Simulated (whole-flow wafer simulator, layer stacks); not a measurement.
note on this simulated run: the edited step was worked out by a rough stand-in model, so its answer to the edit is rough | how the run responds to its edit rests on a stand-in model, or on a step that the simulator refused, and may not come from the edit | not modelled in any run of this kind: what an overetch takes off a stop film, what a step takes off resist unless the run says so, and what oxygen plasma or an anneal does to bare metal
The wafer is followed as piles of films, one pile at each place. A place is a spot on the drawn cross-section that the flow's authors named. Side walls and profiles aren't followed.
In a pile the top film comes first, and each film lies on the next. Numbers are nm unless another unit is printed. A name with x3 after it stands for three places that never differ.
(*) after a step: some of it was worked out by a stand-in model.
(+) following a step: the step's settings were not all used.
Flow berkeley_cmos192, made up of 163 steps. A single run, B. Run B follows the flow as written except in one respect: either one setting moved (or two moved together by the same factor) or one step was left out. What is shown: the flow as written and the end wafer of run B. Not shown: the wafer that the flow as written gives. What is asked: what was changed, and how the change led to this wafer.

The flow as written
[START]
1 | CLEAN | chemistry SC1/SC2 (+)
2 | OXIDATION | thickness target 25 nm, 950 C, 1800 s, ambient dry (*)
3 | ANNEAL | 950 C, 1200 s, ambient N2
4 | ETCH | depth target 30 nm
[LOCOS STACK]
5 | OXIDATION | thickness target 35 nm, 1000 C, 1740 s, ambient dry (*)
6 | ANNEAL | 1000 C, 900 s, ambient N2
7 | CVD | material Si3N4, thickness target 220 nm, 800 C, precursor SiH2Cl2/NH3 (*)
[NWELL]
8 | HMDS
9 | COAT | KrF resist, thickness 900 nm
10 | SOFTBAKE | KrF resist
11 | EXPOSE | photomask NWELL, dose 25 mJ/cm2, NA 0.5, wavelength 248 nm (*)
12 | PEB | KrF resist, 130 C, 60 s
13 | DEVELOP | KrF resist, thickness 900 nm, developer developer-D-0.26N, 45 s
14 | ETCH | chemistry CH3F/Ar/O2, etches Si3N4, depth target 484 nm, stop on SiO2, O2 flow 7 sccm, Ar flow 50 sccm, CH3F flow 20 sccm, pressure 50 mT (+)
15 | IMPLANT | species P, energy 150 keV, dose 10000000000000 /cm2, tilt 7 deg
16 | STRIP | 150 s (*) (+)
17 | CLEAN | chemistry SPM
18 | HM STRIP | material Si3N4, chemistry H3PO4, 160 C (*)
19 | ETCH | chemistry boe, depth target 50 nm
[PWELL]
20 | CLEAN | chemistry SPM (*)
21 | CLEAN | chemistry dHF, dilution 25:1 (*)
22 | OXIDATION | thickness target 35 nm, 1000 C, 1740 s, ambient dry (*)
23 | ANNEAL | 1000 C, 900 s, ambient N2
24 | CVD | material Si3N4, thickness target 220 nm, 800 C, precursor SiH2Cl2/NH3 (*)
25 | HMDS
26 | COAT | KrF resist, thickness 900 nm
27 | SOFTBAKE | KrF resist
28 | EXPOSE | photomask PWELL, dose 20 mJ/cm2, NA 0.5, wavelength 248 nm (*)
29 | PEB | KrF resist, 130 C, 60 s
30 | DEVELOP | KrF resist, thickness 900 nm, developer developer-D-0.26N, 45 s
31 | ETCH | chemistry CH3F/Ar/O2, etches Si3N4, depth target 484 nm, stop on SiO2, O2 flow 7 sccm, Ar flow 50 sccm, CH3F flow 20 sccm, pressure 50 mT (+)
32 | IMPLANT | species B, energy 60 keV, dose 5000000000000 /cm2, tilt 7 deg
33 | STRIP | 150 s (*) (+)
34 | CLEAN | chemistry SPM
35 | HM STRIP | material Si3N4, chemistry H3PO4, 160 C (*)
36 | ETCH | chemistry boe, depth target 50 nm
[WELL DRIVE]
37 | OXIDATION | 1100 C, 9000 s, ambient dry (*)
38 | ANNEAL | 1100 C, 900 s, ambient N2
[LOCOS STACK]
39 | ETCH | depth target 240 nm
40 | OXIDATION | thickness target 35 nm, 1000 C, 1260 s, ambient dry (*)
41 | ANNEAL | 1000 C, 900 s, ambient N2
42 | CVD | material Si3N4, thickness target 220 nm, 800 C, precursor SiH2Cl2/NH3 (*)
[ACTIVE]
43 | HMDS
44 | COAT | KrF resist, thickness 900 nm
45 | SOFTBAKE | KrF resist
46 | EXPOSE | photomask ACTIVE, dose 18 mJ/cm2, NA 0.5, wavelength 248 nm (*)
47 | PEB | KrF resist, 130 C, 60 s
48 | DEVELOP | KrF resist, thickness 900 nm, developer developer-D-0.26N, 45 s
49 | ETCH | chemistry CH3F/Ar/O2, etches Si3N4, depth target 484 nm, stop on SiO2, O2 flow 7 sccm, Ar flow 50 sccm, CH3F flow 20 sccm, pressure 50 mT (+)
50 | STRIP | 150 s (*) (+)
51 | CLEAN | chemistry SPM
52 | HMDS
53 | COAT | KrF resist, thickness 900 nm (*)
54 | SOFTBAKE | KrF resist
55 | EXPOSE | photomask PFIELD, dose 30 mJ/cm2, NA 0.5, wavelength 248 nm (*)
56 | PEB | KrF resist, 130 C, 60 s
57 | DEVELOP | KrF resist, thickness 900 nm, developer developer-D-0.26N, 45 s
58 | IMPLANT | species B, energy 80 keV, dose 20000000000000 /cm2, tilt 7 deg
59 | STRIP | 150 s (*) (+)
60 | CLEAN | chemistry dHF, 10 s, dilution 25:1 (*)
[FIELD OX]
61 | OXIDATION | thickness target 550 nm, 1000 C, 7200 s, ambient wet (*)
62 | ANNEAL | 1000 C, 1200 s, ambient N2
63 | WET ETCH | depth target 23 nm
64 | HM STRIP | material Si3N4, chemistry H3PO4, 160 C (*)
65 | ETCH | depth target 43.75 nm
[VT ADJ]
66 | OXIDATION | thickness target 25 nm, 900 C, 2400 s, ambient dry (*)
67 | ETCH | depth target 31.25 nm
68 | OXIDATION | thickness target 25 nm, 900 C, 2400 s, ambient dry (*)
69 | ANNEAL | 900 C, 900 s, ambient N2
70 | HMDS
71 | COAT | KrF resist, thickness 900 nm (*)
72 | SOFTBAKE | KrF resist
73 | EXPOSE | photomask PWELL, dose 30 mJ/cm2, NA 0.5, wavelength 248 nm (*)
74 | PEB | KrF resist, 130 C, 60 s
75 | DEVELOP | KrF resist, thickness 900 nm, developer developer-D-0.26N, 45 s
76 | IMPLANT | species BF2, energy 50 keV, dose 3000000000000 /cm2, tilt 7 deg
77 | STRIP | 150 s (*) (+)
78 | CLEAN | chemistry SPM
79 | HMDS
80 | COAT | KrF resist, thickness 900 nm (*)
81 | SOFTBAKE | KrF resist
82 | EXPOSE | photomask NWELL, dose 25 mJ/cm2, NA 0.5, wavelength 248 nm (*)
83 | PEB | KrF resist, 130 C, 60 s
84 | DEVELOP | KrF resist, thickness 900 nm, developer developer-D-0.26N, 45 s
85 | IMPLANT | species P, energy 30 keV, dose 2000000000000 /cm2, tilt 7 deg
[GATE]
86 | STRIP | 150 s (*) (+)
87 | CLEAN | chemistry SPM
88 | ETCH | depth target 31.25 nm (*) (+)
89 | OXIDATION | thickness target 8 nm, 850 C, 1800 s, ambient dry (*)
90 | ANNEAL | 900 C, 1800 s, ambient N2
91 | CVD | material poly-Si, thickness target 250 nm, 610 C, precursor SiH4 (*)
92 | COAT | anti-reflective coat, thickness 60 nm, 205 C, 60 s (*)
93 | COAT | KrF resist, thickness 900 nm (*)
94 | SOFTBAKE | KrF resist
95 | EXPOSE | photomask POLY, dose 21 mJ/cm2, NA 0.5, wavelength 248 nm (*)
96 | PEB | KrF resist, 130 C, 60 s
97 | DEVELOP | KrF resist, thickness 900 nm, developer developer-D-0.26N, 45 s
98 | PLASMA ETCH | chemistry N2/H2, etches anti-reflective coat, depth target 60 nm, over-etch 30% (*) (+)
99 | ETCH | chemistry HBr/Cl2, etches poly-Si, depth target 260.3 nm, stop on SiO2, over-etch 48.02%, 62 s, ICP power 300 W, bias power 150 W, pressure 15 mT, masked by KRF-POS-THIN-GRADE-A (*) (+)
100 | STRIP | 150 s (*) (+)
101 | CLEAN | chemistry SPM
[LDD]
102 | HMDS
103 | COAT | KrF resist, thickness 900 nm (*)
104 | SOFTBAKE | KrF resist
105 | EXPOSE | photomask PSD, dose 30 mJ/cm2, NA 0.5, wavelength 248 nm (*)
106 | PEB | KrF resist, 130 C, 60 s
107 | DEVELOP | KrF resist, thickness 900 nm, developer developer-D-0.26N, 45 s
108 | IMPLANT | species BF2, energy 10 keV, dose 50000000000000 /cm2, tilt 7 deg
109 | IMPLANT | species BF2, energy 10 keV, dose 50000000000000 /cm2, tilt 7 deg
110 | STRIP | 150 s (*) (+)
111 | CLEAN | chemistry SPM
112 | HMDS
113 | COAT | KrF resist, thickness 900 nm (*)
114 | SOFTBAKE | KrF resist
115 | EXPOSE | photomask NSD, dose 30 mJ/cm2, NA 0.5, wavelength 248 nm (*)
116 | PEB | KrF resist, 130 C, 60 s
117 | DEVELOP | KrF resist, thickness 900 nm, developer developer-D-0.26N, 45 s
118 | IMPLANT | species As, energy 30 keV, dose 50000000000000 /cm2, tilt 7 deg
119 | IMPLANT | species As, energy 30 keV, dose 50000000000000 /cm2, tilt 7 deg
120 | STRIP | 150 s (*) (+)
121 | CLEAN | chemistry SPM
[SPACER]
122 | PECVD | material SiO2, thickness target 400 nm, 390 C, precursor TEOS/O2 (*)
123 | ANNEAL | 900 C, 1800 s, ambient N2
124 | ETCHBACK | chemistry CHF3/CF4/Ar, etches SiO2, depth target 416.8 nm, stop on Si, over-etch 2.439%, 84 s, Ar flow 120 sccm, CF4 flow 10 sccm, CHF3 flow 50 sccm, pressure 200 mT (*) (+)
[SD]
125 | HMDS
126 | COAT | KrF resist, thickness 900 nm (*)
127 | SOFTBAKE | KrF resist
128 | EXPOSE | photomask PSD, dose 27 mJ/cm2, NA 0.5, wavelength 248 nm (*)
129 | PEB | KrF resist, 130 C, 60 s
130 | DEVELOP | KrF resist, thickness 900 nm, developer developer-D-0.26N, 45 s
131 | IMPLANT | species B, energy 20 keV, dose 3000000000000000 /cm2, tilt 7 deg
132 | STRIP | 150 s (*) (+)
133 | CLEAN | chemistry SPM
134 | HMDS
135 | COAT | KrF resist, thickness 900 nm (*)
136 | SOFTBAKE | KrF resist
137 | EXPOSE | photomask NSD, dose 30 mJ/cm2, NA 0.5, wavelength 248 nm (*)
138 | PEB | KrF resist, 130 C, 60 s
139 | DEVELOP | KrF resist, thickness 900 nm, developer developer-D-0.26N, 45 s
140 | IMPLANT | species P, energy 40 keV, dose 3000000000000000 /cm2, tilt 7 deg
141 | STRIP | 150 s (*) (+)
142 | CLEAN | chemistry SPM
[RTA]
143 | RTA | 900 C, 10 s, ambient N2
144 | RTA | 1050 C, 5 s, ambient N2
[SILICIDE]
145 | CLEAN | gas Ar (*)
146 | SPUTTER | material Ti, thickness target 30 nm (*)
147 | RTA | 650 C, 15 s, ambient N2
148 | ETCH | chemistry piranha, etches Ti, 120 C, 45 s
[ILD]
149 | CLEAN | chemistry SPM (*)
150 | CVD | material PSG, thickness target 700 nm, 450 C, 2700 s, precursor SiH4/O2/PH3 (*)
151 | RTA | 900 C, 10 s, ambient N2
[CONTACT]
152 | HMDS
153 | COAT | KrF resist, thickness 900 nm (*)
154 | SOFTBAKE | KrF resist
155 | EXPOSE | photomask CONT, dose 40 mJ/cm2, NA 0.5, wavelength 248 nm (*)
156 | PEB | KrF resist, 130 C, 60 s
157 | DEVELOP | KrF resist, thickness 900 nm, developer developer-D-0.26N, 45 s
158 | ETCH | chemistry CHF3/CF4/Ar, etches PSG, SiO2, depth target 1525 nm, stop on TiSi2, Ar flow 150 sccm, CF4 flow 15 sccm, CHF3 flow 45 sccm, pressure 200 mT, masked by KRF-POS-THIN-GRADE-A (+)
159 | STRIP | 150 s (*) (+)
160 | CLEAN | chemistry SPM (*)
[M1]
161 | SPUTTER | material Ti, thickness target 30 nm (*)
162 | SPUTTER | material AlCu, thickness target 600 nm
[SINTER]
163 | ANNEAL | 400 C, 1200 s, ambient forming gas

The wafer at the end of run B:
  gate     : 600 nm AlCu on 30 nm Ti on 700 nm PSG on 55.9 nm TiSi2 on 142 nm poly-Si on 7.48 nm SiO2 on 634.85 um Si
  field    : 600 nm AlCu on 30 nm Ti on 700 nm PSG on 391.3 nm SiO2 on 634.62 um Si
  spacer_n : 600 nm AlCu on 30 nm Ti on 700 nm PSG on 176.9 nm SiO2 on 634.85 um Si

Cause: step 91, CVD: thickness target 201 nm was run, whereas the flow has thickness target 250 nm.

How this came from the change, step by step:
  91 | CVD | material poly-Si, thickness target 250 nm, 610 C, precursor SiH4 (*)
      field, sd_n, spacer_n and 6 more: +201 poly-Si (new film) (in the flow as written it would be: +250 poly-Si (new film))
  92 | COAT | anti-reflective coat, thickness 60 nm, 205 C, 60 s (*)
      contact: +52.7 anti-reflective coat (new film) (in the flow as written it would be: +54 anti-reflective coat (new film))
  98 | PLASMA ETCH | chemistry N2/H2, etches anti-reflective coat, depth target 60 nm, over-etch 30% (*) (+)
      contact: -52.7 anti-reflective coat (all of it), -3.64 poly-Si (in the flow as written it would be: -54 anti-reflective coat (all of it), -3.7 poly-Si)
  99 | ETCH | chemistry HBr/Cl2, etches poly-Si, depth target 260.3 nm, stop on SiO2, over-etch 48.02%, 62 s, ICP power 300 W, bias power 150 W, pressure 15 mT, masked by KRF-POS-THIN-GRADE-A (*) (+)
      field, spacer_n, spacer_p: -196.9 poly-Si (all of it), -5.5 SiO2 (in the flow as written it would be: -245.8 poly-Si (all of it), -1.74 SiO2)
      sd_n: -199.8 poly-Si (all of it), -5.28 SiO2 (in the flow as written it would be: -248.8 poly-Si (all of it), -1.51 SiO2)
      (as well as at 3 more places)
  103 | COAT | KrF resist, thickness 900 nm (*)
      gate: +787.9 KrF resist (new film) (in the flow as written it would be: +748 KrF resist (new film))
      gate_p: +783.9 KrF resist (new film) (in the flow as written it would be: +744.1 KrF resist (new film))
  107 | DEVELOP | KrF resist, thickness 900 nm, developer developer-D-0.26N, 45 s
      gate_p: -782.7 KrF resist (all of it) (in the flow as written it would be: -742.9 KrF resist (all of it))
  110 | STRIP | 150 s (*) (+)
      gate: -772.4 KrF resist (all of it), +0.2 chemical SiO2, -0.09 poly-Si (in the flow as written it would be: -732.7 KrF resist (all of it), +0.2 chemical SiO2, -0.09 poly-Si)
  113 | COAT | KrF resist, thickness 900 nm (*)
      gate: +787.2 KrF resist (new film) (in the flow as written it would be: +747.9 KrF resist (new film))
      gate_p: +783.2 KrF resist (new film) (in the flow as written it would be: +743.9 KrF resist (new film))
  117 | DEVELOP | KrF resist, thickness 900 nm, developer developer-D-0.26N, 45 s
      gate: -785.9 KrF resist (all of it) (in the flow as written it would be: -746.8 KrF resist (all of it))
  120 | STRIP | 150 s (*) (+)
      gate_p: -767.7 KrF resist (all of it), +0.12 chemical SiO2, -0.05 poly-Si (in the flow as written it would be: -728.6 KrF resist (all of it), +0.12 chemical SiO2, -0.05 poly-Si)
  124 | ETCHBACK | chemistry CHF3/CF4/Ar, etches SiO2, depth target 416.8 nm, stop on Si, over-etch 2.439%, 84 s, Ar flow 120 sccm, CF4 flow 10 sccm, CHF3 flow 50 sccm, pressure 200 mT (*) (+)
      spacer_n: -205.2 SiO2 (in the flow as written it would be: -160 SiO2)
      spacer_p: -205.1 SiO2 (in the flow as written it would be: -159.9 SiO2)
  126 | COAT | KrF resist, thickness 900 nm (*)
      spacer_n: +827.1 KrF resist (new film) (in the flow as written it would be: +791.6 KrF resist (new film))
      gate: +806.2 KrF resist (new film) (in the flow as written it would be: +771.5 KrF resist (new film))
      (as well as at 2 more places)
  130 | DEVELOP | KrF resist, thickness 900 nm, developer developer-D-0.26N, 45 s
      spacer_p: -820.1 KrF resist (all of it) (in the flow as written it would be: -784.6 KrF resist (all of it))
      gate_p: -799 KrF resist (all of it) (in the flow as written it would be: -764.3 KrF resist (all of it))
  132 | STRIP | 150 s (*) (+)
      spacer_n: -811.6 KrF resist (all of it) (in the flow as written it would be: -776.1 KrF resist (all of it))
      gate: +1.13 chemical SiO2 (new film), -790.7 KrF resist (all of it), -0.5 poly-Si (in the flow as written it would be: +1.13 chemical SiO2 (new film), -756.1 KrF resist (all of it), -0.5 poly-Si)
  135 | COAT | KrF resist, thickness 900 nm (*)
      spacer_n: +826.7 KrF resist (new film) (in the flow as written it would be: +791.1 KrF resist (new film))
      gate: +805.1 KrF resist (new film) (in the flow as written it would be: +770.3 KrF resist (new film))
      (as well as at 2 more places)
  139 | DEVELOP | KrF resist, thickness 900 nm, developer developer-D-0.26N, 45 s
      spacer_n: -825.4 KrF resist (all of it) (in the flow as written it would be: -789.9 KrF resist (all of it))
      gate: -803.9 KrF resist (all of it) (in the flow as written it would be: -769.1 KrF resist (all of it))
  ... 2 further steps ...
  159 | STRIP | 150 s (*) (+)
      spacer_n: -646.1 KrF resist (all of it) (in the flow as written it would be: -620.3 KrF resist (all of it))
      gate: -623.2 KrF resist (all of it) (in the flow as written it would be: -600.1 KrF resist (all of it))
      (as well as at 2 more places)
